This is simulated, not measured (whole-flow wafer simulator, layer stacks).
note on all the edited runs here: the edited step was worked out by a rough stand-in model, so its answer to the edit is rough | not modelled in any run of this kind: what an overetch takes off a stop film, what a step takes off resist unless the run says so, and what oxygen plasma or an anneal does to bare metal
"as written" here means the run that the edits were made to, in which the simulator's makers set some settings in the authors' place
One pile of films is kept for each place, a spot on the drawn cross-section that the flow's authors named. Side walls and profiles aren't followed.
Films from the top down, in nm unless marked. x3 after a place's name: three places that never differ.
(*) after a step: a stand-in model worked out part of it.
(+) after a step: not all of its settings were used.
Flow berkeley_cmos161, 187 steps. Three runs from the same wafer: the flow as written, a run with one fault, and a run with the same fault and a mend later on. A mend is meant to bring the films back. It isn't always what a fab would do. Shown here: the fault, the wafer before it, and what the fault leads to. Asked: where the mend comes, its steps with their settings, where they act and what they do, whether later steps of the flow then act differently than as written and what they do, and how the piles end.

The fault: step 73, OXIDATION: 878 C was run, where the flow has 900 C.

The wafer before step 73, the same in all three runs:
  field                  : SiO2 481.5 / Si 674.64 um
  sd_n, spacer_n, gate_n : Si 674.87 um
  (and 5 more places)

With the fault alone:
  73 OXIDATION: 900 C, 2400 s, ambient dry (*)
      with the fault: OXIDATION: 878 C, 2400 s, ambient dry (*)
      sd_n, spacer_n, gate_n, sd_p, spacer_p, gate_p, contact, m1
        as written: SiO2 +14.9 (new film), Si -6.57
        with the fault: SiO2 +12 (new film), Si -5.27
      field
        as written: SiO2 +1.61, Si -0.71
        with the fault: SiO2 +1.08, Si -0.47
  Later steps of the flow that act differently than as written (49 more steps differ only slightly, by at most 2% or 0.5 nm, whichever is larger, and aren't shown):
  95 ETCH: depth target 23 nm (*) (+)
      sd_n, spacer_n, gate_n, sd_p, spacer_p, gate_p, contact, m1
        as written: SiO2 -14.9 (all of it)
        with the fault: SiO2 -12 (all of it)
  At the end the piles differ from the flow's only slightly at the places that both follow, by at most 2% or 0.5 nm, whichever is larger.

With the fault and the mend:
  The mend comes after step 81.
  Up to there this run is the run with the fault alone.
  81a STRIP (*) (+)
      sd_p
        KrF resist -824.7 (all of it)
      spacer_p
        KrF resist -806.9 (all of it)
      gate_p
        KrF resist -805.8 (all of it)
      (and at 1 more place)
  81b CLEAN: chemistry SPM
      changes no film at any place that is followed
  81c OXIDATION: 900 C, 690 s, ambient dry (*) (the flow's step 73 once more, with other settings)
      sd_n, spacer_n, gate_n, sd_p, spacer_p, gate_p, contact, m1
        SiO2 +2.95, Si -1.3
      field
        SiO2 +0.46, Si -0.2
  81d HMDS (the flow's step 75 once more)
      changes no film at any place that is followed
  81e COAT: KrF resist, thickness 900 nm (*) (the flow's step 76 once more)
      field
        KrF resist +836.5 (new film)
      sd_n
        KrF resist +1024.5 (new film)
      spacer_n
        KrF resist +984.7 (new film)
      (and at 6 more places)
  81f SOFTBAKE: KrF resist (the flow's step 77 once more)
      changes no film at any place that is followed
  81g EXPOSE: photomask PWELL, dose 30 mJ/cm2, NA 0.5, wavelength 248 nm (*) (the flow's step 78 once more)
      changes no film at any place that is followed
  81h PEB: KrF resist, 130 C (the flow's step 79 once more)
      sd_n, m1
        KrF resist -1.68
      spacer_n, gate_n
        KrF resist -1.61
      spacer_p, gate_p
        KrF resist -1.6
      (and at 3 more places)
  81i DEVELOP: KrF resist, thickness 900 nm, developer developer-D-0.26N (the flow's step 80 once more)
      sd_p, spacer_p, gate_p, m1
        KrF resist -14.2
      field
        KrF resist -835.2 (all of it)
      sd_n
        KrF resist -1022.8 (all of it)
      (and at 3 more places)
  81j HARDBAKE: 140 C, 30 s (the flow's step 81 once more)
      sd_p
        KrF resist -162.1
      spacer_p
        KrF resist -158.7
      gate_p
        KrF resist -158.5
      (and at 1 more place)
  No later step of the flow acts differently than as written, at any place that is followed, by more than 2% or 0.5 nm, whichever is larger.
  At the end the piles differ from the flow's only slightly at the places that both follow, by at most 2% or 0.5 nm, whichever is larger.
